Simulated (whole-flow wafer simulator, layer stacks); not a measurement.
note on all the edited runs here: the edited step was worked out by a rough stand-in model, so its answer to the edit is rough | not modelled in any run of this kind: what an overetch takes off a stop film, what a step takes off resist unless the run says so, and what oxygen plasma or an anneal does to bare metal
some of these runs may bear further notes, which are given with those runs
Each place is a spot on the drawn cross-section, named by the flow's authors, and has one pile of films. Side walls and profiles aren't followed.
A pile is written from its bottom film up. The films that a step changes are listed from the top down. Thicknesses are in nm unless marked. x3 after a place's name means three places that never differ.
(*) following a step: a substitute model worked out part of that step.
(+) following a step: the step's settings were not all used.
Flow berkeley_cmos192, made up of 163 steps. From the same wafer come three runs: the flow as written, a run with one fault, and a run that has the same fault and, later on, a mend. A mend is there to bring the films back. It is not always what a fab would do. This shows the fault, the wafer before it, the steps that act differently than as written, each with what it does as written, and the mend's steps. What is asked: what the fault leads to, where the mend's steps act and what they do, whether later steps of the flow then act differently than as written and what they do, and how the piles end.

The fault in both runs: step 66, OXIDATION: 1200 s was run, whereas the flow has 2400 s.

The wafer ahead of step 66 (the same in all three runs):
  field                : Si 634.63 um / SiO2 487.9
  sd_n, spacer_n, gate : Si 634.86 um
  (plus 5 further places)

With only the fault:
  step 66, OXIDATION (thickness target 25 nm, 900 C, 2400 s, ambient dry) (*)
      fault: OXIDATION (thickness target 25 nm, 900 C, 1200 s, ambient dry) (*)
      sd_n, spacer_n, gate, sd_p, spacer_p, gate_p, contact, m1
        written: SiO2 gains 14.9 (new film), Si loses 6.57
        fault: SiO2 gains 9.67 (new film), Si loses 4.25
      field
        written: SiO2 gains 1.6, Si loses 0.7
        fault: SiO2 gains 0.8, Si loses 0.35
  Steps later in the flow that act otherwise than as written (35 more steps, not shown, differ only slightly: by at most 2% or 0.5 nm, whichever is larger):
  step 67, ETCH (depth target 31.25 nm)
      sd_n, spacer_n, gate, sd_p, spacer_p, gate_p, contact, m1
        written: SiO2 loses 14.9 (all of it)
        fault: SiO2 loses 9.67 (all of it)
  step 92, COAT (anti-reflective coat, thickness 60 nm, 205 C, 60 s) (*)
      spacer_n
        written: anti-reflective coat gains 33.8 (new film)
        fault: anti-reflective coat gains 34.5 (new film)
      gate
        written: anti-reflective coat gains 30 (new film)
        fault: anti-reflective coat gains 30.8 (new film)
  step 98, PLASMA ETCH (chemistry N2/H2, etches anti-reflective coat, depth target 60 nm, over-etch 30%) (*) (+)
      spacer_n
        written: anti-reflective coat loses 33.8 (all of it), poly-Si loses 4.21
        fault: anti-reflective coat loses 34.5 (all of it), poly-Si loses 4.13
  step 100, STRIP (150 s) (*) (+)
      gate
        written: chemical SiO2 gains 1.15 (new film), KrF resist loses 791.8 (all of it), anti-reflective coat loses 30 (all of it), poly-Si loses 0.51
        fault: chemical SiO2 gains 1.15 (new film), KrF resist loses 789.5 (all of it), anti-reflective coat loses 30.8 (all of it), poly-Si loses 0.51
  The piles end only slightly different from the flow's at the places that both follow, by no more than 2% or 0.5 nm, whichever is larger.

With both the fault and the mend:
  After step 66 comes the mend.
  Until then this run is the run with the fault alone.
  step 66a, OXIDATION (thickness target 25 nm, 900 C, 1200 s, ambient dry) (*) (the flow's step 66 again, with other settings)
      sd_n, spacer_n, gate, sd_p, spacer_p, gate_p, contact, m1
        SiO2 gains 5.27, Si loses 2.32
      field
        SiO2 gains 0.8, Si loses 0.35
  Every later step of the flow that is run acts as written at every place that is followed.
  At every place that both follow, the piles at the end match the flow's.
